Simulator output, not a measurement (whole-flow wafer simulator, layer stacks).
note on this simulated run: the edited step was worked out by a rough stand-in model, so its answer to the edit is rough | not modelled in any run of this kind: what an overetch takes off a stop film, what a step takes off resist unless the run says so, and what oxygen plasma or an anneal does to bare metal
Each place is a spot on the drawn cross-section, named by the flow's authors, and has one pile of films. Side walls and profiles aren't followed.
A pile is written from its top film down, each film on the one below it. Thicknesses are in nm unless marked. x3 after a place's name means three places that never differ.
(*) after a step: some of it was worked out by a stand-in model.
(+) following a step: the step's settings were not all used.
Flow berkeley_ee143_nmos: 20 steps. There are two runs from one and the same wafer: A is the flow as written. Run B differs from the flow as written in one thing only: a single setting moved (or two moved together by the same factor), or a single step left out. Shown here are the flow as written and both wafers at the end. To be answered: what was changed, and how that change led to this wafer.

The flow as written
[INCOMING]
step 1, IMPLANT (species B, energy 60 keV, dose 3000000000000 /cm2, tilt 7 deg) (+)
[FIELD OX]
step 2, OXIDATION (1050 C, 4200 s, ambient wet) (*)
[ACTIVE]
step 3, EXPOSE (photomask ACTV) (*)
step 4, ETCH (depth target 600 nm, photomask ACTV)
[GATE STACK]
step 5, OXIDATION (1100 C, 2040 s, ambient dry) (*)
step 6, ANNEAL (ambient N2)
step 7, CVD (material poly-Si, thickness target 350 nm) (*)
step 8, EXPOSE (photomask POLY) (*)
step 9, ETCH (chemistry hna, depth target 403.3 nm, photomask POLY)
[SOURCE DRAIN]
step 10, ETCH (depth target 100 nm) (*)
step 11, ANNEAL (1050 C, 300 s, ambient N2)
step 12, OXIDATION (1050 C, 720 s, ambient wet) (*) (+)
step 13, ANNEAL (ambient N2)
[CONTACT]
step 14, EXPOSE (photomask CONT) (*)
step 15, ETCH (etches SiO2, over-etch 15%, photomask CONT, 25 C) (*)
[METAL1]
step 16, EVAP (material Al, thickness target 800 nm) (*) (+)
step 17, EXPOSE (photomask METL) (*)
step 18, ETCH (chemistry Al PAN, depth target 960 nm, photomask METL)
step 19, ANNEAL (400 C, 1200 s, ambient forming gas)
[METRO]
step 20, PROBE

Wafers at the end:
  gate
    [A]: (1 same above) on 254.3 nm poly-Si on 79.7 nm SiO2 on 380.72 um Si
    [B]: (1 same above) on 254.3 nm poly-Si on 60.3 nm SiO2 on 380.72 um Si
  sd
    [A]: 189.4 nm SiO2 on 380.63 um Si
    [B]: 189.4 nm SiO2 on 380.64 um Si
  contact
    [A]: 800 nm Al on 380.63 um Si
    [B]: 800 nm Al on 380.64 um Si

What caused this: step 5, OXIDATION: 1275 s was run, though the flow has 2040 s.

The path from the change to this, step by step:
  step 5, OXIDATION (1100 C, 2040 s, ambient dry) (*)
      gate, sd, contact: A +79.7 SiO2 (new film), -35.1 Si | B +60.3 SiO2 (new film), -26.5 Si
      field: A +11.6 SiO2, -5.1 Si | B +7.28 SiO2, -3.2 Si
  step 10, ETCH (depth target 100 nm) (*)
      sd, contact: A -79.7 SiO2 (all of it) | B -60.3 SiO2 (all of it)
